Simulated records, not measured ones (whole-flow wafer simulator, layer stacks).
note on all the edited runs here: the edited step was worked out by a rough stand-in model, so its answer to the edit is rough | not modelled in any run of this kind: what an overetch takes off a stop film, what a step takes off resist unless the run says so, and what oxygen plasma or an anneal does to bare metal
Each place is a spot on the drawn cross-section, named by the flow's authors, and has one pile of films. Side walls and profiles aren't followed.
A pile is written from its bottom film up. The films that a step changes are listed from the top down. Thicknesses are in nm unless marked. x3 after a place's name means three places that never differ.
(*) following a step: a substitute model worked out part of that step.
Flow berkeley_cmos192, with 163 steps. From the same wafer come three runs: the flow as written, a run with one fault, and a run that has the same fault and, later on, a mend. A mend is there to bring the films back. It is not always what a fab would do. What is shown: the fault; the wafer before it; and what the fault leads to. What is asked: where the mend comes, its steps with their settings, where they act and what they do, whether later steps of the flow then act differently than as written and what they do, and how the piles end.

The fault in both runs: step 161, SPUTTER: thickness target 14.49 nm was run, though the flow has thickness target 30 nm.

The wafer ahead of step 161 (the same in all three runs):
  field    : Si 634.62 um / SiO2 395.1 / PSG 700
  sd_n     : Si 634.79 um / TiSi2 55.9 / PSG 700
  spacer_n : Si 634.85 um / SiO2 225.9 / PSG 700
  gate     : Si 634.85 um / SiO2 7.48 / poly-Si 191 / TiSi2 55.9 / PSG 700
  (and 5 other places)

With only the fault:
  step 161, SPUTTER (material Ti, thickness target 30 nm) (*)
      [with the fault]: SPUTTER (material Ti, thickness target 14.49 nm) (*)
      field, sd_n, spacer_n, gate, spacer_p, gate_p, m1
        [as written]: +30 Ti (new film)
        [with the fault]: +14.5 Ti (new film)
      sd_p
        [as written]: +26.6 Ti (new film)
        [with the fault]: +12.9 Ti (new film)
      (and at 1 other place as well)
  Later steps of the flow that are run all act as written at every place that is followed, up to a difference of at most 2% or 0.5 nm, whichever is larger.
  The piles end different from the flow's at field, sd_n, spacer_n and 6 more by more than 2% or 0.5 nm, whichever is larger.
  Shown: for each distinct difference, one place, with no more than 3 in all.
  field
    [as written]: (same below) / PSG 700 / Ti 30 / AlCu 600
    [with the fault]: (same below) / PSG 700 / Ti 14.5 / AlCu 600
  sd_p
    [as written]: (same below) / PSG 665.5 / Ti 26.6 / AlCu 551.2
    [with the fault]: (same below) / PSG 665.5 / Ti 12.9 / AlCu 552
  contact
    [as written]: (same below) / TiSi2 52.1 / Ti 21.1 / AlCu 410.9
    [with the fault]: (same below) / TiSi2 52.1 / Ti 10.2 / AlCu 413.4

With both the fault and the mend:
  The mend stands after step 161.
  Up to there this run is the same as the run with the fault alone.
  step 161a, ETCH (chemistry piranha, etches Ti, 120 C, 25 s) (the flow's step 148, run once more with other settings)
      field, sd_n, spacer_n, gate, spacer_p, gate_p, m1
        -14.5 Ti (all of it)
      sd_p
        -12.9 Ti (all of it)
      contact
        -10.2 Ti (all of it), -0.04 TiSi2
  step 161b, SPUTTER (material Ti, thickness target 30 nm) (*) (the flow's step 161, run once more)
      field, sd_n, spacer_n, gate, spacer_p, gate_p, m1
        +30 Ti (new film)
      sd_p
        +26.6 Ti (new film)
      contact
        +21.1 Ti (new film)
  Later steps of the flow that are run all act as written at every place that is followed.
  When the end is reached, the piles differ only a little from the flow's at the places that both follow, at most by 2% or 0.5 nm, whichever is larger.
